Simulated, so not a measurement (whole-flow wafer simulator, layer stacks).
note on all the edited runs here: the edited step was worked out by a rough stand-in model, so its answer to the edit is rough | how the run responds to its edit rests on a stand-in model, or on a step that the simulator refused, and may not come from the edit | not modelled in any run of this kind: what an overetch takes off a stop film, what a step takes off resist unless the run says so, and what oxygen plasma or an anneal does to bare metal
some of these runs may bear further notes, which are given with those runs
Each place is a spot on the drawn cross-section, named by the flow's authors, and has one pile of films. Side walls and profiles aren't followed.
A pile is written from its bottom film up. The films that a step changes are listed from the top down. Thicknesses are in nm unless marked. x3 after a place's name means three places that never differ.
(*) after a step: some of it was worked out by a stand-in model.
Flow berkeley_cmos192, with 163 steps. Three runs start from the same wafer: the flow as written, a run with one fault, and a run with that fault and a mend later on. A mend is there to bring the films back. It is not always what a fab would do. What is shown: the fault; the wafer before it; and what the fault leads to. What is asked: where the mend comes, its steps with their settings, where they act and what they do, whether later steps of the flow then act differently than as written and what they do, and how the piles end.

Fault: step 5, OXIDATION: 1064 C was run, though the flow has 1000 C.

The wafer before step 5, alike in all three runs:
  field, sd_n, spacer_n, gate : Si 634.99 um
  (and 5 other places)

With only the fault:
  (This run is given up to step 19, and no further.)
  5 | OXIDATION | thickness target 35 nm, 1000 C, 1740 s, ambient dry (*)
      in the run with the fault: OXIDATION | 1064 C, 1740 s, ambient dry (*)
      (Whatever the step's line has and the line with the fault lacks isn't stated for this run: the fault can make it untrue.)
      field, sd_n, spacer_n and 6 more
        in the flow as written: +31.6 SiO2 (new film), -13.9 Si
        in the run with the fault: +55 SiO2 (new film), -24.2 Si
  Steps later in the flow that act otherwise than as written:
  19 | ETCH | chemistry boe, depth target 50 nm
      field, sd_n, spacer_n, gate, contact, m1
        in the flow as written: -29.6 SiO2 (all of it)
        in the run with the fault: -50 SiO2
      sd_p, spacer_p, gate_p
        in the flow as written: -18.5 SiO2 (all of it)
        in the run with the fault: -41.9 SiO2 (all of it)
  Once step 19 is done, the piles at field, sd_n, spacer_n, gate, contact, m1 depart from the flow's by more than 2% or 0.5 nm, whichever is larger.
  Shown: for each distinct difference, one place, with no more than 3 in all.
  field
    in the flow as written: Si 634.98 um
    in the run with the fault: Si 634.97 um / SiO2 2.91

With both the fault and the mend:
  The mend follows step 6.
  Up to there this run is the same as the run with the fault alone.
  6a | ETCH | chemistry boe, depth target 23 nm
      field, sd_n, spacer_n and 6 more
        -23 SiO2
  Every later step of the flow that is run acts as written, at every place that is followed, to within 2% or 0.5 nm, whichever is larger.
  At the end the piles are close to the flow's at the places that both follow, differing by at most 2% or 0.5 nm, whichever is larger.
